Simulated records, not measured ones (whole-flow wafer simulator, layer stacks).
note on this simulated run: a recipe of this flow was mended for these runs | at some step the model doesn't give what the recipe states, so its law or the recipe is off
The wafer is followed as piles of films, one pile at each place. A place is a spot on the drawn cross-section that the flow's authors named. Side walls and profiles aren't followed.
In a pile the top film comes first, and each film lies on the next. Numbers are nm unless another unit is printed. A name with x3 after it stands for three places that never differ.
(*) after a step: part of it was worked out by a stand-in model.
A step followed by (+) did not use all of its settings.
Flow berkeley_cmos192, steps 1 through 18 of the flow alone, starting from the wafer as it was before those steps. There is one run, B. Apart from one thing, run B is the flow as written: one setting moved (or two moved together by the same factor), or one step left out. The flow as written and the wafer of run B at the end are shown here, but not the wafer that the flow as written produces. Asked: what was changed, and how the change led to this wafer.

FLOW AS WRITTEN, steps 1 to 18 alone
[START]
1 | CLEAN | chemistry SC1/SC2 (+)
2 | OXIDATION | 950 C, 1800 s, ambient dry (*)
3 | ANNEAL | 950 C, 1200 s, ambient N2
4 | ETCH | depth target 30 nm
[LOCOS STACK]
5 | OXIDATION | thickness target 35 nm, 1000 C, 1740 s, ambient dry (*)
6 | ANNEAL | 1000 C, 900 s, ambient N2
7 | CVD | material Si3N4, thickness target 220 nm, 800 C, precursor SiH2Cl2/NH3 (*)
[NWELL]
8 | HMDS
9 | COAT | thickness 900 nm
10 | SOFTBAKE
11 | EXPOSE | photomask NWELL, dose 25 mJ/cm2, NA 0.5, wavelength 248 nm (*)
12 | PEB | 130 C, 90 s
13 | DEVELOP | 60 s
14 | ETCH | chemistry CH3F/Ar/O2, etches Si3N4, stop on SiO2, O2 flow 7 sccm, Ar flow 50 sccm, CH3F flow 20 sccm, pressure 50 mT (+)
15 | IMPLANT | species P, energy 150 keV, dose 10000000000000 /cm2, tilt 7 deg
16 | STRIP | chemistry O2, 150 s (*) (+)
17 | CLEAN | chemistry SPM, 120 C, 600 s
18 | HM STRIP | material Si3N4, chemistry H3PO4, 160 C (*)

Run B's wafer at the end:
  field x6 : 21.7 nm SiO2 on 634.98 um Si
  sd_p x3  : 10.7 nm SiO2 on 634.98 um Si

Cause: step 4, ETCH: depth target 10 nm was run, while the flow as written has depth target 30 nm.

Step by step, how the change led to this:
  4 | ETCH | depth target 30 nm
      field x6, sd_p x3: -10 SiO2 (in the flow as written it would be: -20.7 SiO2 (all of it))
  5 | OXIDATION | thickness target 35 nm, 1000 C, 1740 s, ambient dry (*)
      field x6, sd_p x3: +23.9 SiO2, -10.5 Si (in the flow as written it would be: +31.6 SiO2 (new film), -13.9 Si)
